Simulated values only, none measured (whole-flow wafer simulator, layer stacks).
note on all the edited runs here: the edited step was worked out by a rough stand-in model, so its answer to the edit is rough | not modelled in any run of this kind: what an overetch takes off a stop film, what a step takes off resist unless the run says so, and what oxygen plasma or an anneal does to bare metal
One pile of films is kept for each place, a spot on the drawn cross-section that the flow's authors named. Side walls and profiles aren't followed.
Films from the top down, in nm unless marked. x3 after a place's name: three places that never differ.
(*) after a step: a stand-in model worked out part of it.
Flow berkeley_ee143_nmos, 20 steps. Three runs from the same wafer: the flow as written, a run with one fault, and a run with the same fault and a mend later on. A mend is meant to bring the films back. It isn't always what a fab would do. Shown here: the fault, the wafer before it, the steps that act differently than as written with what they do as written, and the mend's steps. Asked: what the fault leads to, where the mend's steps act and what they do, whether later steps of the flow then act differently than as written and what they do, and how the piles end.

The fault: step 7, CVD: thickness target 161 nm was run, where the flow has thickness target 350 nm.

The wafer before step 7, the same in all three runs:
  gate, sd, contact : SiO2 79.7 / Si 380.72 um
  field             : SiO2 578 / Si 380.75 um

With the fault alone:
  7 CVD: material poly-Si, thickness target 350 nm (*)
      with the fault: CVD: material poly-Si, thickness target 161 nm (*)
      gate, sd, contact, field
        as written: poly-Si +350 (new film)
        with the fault: poly-Si +161 (new film)
  Later steps of the flow that act differently than as written:
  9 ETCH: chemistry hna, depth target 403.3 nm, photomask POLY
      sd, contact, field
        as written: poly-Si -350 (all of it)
        with the fault: poly-Si -161 (all of it)
  At the end the piles differ from the flow's by more than 2% or 0.5 nm, whichever is larger, at gate.
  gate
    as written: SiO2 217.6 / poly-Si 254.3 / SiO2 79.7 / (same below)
    with the fault: SiO2 217.6 / poly-Si 65.3 / SiO2 79.7 / (same below)

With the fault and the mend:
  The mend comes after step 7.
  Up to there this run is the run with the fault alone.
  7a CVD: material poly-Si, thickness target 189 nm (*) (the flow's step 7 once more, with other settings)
      gate, sd, contact, field
        poly-Si +189
  No later step of the flow acts differently than as written at any place that is followed.
  At the end the piles are the same as the flow's at every place that both follow.
